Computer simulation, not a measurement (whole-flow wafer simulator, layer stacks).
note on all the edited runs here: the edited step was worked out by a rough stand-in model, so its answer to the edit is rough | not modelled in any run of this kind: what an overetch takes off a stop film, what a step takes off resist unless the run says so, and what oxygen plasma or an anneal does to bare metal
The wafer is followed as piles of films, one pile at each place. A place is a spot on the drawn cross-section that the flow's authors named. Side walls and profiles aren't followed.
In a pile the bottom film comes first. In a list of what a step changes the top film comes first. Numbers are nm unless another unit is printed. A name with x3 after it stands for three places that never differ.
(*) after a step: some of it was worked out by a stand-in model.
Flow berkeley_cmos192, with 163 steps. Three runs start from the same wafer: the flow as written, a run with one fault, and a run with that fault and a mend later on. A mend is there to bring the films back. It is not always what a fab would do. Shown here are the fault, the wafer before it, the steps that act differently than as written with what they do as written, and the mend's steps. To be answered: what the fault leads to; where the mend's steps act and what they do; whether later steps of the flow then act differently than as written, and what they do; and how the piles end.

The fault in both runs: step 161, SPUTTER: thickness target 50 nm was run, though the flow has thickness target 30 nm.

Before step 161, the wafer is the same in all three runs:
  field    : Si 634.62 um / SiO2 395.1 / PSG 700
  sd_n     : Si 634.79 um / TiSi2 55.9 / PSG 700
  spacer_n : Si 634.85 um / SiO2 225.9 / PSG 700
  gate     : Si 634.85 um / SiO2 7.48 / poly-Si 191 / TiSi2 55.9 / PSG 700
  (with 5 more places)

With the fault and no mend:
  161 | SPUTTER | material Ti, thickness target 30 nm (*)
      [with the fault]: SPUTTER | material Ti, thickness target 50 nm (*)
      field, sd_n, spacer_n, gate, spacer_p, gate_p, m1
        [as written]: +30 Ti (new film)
        [with the fault]: +50 Ti (new film)
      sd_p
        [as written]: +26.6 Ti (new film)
        [with the fault]: +44.4 Ti (new film)
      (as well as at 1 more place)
  None of the later steps of the flow differs from how it acts as written, at any place that is followed, by more than 2% or 0.5 nm, whichever is larger.
  At field, sd_n, spacer_n and 6 more, the piles at the end differ from the flow's by more than 2% or 0.5 nm, whichever is larger.
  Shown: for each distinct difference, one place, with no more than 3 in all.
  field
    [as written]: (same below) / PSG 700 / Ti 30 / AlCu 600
    [with the fault]: (same below) / PSG 700 / Ti 50 / AlCu 600
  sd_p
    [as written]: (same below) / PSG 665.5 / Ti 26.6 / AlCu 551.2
    [with the fault]: (same below) / PSG 665.5 / Ti 44.4 / AlCu 550.1
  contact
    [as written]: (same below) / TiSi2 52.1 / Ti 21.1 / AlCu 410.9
    [with the fault]: (same below) / TiSi2 52.1 / Ti 35.1 / AlCu 407.7

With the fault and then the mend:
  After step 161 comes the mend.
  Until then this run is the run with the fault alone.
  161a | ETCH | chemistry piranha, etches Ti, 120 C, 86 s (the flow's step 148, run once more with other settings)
      field, sd_n, spacer_n, gate, spacer_p, gate_p, m1
        -50 Ti (all of it)
      sd_p
        -44.4 Ti (all of it)
      contact
        -35.1 Ti (all of it), -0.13 TiSi2
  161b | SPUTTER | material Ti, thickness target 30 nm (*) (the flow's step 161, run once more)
      field, sd_n, spacer_n, gate, spacer_p, gate_p, m1
        +30 Ti (new film)
      sd_p
        +26.6 Ti (new film)
      contact
        +21.1 Ti (new film)
  None of the later steps of the flow acts differently than as written at any place that is followed.
  When the end is reached, the piles differ only a little from the flow's at the places that both follow, at most by 2% or 0.5 nm, whichever is larger.
